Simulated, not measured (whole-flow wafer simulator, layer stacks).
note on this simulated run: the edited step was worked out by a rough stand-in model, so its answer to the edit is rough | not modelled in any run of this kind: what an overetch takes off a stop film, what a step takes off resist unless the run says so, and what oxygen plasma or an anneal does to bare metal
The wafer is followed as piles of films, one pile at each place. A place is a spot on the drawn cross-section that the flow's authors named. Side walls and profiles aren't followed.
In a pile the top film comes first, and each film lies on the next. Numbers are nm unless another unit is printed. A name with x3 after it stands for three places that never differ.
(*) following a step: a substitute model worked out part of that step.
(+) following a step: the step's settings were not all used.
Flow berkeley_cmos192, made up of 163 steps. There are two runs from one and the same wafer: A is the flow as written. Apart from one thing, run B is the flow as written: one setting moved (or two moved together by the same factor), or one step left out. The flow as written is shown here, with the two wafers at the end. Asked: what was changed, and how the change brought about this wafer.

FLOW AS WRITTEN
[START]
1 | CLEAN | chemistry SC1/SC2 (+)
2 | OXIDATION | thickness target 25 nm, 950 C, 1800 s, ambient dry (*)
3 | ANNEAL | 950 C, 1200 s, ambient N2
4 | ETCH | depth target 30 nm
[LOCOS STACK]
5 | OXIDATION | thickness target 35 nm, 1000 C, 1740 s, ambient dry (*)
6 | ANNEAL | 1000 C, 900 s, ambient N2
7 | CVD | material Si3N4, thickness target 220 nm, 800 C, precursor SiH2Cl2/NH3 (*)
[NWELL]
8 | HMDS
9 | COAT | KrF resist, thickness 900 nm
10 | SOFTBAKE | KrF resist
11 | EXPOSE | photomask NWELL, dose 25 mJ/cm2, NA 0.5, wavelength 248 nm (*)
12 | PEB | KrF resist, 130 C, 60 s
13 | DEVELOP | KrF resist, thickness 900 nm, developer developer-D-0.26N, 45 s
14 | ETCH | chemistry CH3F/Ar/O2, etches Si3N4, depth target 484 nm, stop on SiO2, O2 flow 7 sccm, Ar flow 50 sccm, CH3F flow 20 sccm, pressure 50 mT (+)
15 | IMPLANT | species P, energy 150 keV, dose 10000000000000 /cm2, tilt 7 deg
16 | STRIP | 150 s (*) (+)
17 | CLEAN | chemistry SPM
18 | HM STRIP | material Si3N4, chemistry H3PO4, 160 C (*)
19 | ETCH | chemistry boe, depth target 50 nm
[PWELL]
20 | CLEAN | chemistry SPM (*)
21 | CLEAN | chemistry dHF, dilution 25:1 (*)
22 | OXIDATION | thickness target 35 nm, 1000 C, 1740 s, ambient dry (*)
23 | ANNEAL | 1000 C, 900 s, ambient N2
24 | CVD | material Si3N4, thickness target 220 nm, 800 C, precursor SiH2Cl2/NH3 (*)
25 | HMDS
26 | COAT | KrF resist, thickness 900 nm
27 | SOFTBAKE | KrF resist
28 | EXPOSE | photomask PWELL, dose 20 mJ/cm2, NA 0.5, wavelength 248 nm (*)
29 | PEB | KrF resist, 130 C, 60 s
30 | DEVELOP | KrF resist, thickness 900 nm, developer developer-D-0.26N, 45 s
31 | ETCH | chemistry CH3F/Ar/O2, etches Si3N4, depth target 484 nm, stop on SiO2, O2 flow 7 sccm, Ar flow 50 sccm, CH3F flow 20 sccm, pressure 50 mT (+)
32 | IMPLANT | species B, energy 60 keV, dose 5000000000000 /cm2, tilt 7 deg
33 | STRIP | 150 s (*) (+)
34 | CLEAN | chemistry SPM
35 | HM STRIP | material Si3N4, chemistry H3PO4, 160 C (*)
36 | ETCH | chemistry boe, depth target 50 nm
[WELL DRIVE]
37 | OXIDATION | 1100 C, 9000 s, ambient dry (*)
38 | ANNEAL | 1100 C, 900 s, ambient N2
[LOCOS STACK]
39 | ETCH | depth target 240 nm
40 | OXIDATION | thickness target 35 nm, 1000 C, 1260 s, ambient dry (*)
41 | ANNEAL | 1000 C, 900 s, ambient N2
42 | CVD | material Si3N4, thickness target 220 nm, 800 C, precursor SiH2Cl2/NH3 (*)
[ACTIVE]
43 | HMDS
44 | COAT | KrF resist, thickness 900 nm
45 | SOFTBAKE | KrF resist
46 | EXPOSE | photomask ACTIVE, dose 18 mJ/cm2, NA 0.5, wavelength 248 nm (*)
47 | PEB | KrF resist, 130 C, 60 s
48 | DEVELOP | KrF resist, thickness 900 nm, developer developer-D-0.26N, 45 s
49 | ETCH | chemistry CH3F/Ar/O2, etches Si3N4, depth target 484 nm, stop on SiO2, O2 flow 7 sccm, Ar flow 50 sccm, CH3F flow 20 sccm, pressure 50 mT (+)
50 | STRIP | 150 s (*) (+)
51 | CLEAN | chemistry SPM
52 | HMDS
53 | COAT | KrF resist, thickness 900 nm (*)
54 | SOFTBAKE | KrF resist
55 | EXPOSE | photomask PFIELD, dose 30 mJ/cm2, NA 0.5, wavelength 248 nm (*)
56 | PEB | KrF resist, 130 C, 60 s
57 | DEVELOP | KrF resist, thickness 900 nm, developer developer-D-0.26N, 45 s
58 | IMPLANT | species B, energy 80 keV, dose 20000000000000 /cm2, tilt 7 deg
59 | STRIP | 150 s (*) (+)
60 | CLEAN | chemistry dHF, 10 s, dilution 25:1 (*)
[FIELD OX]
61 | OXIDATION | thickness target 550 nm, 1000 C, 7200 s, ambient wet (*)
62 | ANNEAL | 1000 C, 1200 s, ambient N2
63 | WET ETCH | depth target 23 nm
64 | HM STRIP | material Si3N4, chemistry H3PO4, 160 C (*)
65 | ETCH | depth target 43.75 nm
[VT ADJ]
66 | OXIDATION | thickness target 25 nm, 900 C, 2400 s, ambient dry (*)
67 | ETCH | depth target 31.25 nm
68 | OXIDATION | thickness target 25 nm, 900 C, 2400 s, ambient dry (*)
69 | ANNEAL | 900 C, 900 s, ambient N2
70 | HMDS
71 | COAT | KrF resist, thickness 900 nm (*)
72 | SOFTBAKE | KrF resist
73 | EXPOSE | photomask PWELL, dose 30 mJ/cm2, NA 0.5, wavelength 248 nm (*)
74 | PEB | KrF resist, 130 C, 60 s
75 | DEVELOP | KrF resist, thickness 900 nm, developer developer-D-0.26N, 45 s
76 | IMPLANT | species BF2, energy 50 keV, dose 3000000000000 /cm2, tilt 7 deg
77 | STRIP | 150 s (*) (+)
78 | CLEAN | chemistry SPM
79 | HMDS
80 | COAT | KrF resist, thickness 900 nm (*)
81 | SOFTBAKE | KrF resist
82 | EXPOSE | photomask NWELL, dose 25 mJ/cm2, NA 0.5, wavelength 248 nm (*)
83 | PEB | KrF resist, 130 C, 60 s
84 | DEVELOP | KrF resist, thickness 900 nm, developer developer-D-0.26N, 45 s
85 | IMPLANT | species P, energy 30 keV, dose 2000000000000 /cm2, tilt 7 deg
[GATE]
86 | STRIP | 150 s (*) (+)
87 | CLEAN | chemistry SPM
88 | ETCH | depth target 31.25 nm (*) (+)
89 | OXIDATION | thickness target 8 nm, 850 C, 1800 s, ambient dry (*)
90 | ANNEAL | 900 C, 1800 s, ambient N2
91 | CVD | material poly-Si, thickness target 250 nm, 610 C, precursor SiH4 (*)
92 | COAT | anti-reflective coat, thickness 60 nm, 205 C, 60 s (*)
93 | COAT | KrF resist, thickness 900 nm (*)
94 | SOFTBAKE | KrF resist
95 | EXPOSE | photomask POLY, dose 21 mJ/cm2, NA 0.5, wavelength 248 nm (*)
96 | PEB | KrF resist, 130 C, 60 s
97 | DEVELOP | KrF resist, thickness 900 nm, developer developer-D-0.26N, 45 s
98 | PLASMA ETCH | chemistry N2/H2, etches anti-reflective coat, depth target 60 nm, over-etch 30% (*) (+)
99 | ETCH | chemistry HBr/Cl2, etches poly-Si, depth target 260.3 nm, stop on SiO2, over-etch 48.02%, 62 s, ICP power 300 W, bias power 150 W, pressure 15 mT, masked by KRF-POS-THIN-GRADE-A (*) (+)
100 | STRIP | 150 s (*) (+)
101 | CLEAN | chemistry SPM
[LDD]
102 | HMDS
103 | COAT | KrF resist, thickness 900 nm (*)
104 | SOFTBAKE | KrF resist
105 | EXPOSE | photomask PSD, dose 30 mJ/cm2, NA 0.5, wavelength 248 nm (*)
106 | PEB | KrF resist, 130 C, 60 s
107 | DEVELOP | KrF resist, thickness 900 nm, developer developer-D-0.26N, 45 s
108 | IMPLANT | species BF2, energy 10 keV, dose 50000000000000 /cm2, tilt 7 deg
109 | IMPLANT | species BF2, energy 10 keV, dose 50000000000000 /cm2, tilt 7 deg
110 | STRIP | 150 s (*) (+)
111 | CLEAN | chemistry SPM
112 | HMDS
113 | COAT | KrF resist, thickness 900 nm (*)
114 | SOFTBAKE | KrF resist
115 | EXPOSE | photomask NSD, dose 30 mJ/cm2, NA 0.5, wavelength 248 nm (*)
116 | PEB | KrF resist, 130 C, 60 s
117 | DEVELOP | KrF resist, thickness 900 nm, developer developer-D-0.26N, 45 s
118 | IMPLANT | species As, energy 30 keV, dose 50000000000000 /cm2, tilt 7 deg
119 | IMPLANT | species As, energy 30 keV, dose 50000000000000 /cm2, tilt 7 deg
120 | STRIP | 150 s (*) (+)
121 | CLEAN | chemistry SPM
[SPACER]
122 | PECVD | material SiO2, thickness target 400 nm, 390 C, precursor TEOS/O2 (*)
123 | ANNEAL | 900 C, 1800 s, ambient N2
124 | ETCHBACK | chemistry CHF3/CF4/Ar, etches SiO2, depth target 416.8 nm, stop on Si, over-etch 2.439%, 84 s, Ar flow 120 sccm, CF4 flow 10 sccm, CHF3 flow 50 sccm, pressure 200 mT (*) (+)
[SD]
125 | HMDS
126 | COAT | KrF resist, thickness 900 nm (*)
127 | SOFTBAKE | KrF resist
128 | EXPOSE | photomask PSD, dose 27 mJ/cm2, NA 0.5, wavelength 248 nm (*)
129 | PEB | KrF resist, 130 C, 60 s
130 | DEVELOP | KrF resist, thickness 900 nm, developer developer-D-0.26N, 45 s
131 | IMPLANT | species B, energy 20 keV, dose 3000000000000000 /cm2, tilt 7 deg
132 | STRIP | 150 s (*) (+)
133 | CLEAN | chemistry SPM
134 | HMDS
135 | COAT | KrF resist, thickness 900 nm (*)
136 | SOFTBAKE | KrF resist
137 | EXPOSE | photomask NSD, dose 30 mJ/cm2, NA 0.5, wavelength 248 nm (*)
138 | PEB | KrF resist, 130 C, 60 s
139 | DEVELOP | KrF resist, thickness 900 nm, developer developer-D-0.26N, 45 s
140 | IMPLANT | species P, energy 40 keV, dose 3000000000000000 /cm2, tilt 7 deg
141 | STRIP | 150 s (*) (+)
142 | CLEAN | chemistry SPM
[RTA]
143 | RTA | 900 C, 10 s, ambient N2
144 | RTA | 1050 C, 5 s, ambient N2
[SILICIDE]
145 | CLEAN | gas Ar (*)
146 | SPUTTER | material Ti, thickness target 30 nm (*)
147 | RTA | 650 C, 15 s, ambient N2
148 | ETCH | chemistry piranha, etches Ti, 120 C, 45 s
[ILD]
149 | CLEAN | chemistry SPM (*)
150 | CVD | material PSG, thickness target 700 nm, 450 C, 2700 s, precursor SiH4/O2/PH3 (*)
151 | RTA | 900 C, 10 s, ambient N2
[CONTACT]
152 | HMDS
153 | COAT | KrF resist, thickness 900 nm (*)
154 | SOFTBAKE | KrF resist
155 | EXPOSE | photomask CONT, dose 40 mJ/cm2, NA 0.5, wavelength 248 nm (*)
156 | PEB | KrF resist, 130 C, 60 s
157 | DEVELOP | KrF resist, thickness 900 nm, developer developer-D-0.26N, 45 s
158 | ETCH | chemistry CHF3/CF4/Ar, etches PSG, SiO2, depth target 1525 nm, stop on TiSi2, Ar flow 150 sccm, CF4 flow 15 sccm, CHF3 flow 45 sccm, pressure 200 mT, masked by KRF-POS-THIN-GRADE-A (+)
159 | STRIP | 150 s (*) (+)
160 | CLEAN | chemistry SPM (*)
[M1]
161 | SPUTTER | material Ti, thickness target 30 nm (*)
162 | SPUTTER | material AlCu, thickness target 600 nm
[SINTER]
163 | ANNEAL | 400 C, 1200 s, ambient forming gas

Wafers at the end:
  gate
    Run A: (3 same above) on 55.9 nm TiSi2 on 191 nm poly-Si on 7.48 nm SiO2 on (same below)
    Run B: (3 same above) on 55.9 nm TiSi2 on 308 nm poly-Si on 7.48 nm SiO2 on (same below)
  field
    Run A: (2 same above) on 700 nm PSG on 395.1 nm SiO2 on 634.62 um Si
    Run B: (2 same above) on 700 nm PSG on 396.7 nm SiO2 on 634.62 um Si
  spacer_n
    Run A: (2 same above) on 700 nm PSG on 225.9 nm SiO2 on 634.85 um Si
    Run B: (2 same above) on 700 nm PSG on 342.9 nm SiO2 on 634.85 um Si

What caused this: step 91, CVD: thickness target 367 nm was run, while the flow as written has thickness target 250 nm.

The path from the change to this, step by step:
  91 | CVD | material poly-Si, thickness target 250 nm, 610 C, precursor SiH4 (*)
      field, sd_n, spacer_n and 6 more: A +250 poly-Si (new film) | B +367 poly-Si (new film)
  92 | COAT | anti-reflective coat, thickness 60 nm, 205 C, 60 s (*)
      field: A +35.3 anti-reflective coat (new film) | B +36.4 anti-reflective coat (new film)
      sd_n: A +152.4 anti-reflective coat (new film) | B +157.5 anti-reflective coat (new film)
      (also at 1 further place)
  98 | PLASMA ETCH | chemistry N2/H2, etches anti-reflective coat, depth target 60 nm, over-etch 30% (*) (+)
      field: A -35.3 anti-reflective coat (all of it), -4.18 poly-Si | B -36.4 anti-reflective coat (all of it), -4.32 poly-Si
      sd_n: A -152.4 anti-reflective coat (all of it), -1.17 poly-Si | B -157.5 anti-reflective coat (all of it), -1.21 poly-Si
      (also at 1 further place)
  99 | ETCH | chemistry HBr/Cl2, etches poly-Si, depth target 260.3 nm, stop on SiO2, over-etch 48.02%, 62 s, ICP power 300 W, bias power 150 W, pressure 15 mT, masked by KRF-POS-THIN-GRADE-A (*) (+)
      spacer_n, spacer_p: A -245.8 poly-Si (all of it), -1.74 SiO2 | B -362.6 poly-Si (all of it), -0.11 SiO2
      field: A -245.8 poly-Si (all of it), -1.74 SiO2 | B -362.7 poly-Si (all of it), -0.11 SiO2
      (also at 4 further places)
  103 | COAT | KrF resist, thickness 900 nm (*)
      gate: A +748 KrF resist (new film) | B +650 KrF resist (new film)
      gate_p: A +744.1 KrF resist (new film) | B +646.1 KrF resist (new film)
  107 | DEVELOP | KrF resist, thickness 900 nm, developer developer-D-0.26N, 45 s
      gate_p: A -742.9 KrF resist (all of it) | B -645.2 KrF resist (all of it)
  110 | STRIP | 150 s (*) (+)
      gate: A -732.7 KrF resist (all of it), +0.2 chemical SiO2, -0.09 poly-Si | B -634.8 KrF resist (all of it), +0.2 chemical SiO2, -0.09 poly-Si
  113 | COAT | KrF resist, thickness 900 nm (*)
      gate: A +747.9 KrF resist (new film) | B +649.9 KrF resist (new film)
      gate_p: A +743.9 KrF resist (new film) | B +646 KrF resist (new film)
  117 | DEVELOP | KrF resist, thickness 900 nm, developer developer-D-0.26N, 45 s
      gate: A -746.8 KrF resist (all of it) | B -649 KrF resist (all of it)
  120 | STRIP | 150 s (*) (+)
      gate_p: A -728.6 KrF resist (all of it), +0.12 chemical SiO2, -0.05 poly-Si | B -630.8 KrF resist (all of it), +0.12 chemical SiO2, -0.05 poly-Si
  124 | ETCHBACK | chemistry CHF3/CF4/Ar, etches SiO2, depth target 416.8 nm, stop on Si, over-etch 2.439%, 84 s, Ar flow 120 sccm, CF4 flow 10 sccm, CHF3 flow 50 sccm, pressure 200 mT (*) (+)
      spacer_n: A -160 SiO2 | B -43.4 SiO2
      spacer_p: A -159.9 SiO2 | B -43.3 SiO2
  126 | COAT | KrF resist, thickness 900 nm (*)
      spacer_n: A +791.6 KrF resist (new film) | B +706.5 KrF resist (new film)
      gate: A +771.5 KrF resist (new film) | B +688.5 KrF resist (new film)
      (also at 2 further places)
  130 | DEVELOP | KrF resist, thickness 900 nm, developer developer-D-0.26N, 45 s
      spacer_p: A -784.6 KrF resist (all of it) | B -699.9 KrF resist (all of it)
      gate_p: A -764.3 KrF resist (all of it) | B -681.7 KrF resist (all of it)
  132 | STRIP | 150 s (*) (+)
      spacer_n: A -776.1 KrF resist (all of it) | B -691.2 KrF resist (all of it)
      gate: A +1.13 chemical SiO2 (new film), -756.1 KrF resist (all of it), -0.5 poly-Si | B +1.13 chemical SiO2 (new film), -673.2 KrF resist (all of it), -0.5 poly-Si
  135 | COAT | KrF resist, thickness 900 nm (*)
      spacer_n: A +791.1 KrF resist (new film) | B +706.7 KrF resist (new film)
      gate: A +770.3 KrF resist (new film) | B +688.1 KrF resist (new film)
      (also at 2 further places)
  139 | DEVELOP | KrF resist, thickness 900 nm, developer developer-D-0.26N, 45 s
      spacer_n: A -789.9 KrF resist (all of it) | B -705.7 KrF resist (all of it)
      gate: A -769.1 KrF resist (all of it) | B -687 KrF resist (all of it)
  ... another 2 steps ...
  159 | STRIP | 150 s (*) (+)
      field: A -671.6 KrF resist (all of it) | B -685.8 KrF resist (all of it)
      spacer_n: A -620.3 KrF resist (all of it) | B -558.6 KrF resist (all of it)
      (also at 4 further places)
